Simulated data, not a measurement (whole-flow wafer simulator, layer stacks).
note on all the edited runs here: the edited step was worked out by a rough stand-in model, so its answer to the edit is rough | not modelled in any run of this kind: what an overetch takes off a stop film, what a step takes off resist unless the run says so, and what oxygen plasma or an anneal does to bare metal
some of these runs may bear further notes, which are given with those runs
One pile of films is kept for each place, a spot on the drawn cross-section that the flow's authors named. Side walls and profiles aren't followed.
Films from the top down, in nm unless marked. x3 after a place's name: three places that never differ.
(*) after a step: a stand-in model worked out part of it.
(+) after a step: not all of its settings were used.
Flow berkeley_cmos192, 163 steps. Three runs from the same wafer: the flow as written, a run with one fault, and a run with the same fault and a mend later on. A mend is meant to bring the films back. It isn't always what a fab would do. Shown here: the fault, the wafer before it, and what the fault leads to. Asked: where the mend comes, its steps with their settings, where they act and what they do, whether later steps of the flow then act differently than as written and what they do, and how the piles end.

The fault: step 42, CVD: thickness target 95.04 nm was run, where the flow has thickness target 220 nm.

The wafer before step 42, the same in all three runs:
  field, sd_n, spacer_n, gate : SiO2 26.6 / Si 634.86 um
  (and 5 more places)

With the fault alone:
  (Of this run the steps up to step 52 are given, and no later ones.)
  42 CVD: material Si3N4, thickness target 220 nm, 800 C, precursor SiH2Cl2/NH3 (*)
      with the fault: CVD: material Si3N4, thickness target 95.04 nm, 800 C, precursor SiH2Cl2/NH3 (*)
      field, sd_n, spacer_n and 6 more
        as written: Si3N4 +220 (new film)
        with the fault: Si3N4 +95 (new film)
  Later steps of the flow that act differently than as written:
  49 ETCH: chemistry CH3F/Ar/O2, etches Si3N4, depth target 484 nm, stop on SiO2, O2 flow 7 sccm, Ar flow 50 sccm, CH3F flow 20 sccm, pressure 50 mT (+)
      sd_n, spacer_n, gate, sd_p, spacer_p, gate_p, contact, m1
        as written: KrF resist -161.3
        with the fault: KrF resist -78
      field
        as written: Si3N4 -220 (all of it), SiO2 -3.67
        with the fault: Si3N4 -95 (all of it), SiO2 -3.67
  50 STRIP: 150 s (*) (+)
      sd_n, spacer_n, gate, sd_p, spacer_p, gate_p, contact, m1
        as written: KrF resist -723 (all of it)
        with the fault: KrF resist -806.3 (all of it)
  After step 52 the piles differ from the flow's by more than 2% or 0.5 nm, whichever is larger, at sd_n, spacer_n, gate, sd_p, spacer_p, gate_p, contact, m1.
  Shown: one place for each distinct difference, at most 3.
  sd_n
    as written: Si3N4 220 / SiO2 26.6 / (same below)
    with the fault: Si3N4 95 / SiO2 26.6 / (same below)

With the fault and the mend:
  The mend comes after step 42.
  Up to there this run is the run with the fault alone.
  42a ETCH: chemistry h3po4, depth target 109.3 nm
      field, sd_n, spacer_n and 6 more
        Si3N4 -95 (all of it)
  42b CLEAN: chemistry SPM (the flow's step 34 once more)
      changes no film at any place that is followed
  42c CVD: material Si3N4, thickness target 220 nm, 800 C, precursor SiH2Cl2/NH3 (*) (the flow's step 42 once more)
      field, sd_n, spacer_n and 6 more
        Si3N4 +220 (new film)
  No later step of the flow acts differently than as written at any place that is followed.
  At the end the piles are the same as the flow's at every place that both follow.
